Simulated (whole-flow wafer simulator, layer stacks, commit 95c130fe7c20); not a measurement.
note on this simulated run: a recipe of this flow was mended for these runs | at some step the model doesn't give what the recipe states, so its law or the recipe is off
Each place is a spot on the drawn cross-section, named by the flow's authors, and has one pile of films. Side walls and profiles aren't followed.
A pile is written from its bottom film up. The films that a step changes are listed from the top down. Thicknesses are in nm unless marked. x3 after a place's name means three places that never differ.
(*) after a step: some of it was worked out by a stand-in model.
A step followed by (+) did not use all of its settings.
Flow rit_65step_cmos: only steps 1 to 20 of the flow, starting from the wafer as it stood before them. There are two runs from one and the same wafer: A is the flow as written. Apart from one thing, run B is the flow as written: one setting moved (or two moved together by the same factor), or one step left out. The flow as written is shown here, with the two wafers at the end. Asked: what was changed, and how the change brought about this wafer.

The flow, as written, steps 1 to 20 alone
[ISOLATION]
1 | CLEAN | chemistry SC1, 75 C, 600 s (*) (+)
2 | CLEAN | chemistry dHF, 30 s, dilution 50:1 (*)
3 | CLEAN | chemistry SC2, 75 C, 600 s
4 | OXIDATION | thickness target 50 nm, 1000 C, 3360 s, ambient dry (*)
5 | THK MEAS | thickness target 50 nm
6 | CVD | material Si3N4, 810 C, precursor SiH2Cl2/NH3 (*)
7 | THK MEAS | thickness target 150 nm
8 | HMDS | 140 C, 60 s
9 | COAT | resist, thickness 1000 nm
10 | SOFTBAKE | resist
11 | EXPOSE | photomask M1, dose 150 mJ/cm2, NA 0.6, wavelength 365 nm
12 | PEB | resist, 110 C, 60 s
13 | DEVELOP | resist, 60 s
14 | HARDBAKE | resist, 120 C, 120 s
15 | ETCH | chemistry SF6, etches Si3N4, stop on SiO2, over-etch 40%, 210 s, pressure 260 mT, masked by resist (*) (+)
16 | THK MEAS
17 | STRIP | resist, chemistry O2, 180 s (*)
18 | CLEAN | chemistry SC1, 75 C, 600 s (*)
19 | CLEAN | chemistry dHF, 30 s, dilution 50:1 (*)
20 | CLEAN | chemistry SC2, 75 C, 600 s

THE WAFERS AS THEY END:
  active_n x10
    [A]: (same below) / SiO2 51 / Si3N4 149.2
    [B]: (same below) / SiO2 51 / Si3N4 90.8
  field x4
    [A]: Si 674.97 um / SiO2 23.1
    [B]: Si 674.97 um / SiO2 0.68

The reason: step 6, CVD: 775 C was run, whereas the flow has 810 C.

How this came from the change, step by step:
  6 | CVD | material Si3N4, 810 C, precursor SiH2Cl2/NH3 (*)
      field x4, active_n x10: A Si3N4 gains 150 (new film) | B Si3N4 gains 91.6 (new film)
  15 | ETCH | chemistry SF6, etches Si3N4, stop on SiO2, over-etch 40%, 210 s, pressure 260 mT, masked by resist (*) (+)
      field x4: A Si3N4 loses 150 (all of it), SiO2 loses 23.1 | B Si3N4 loses 91.6 (all of it), SiO2 loses 45.5
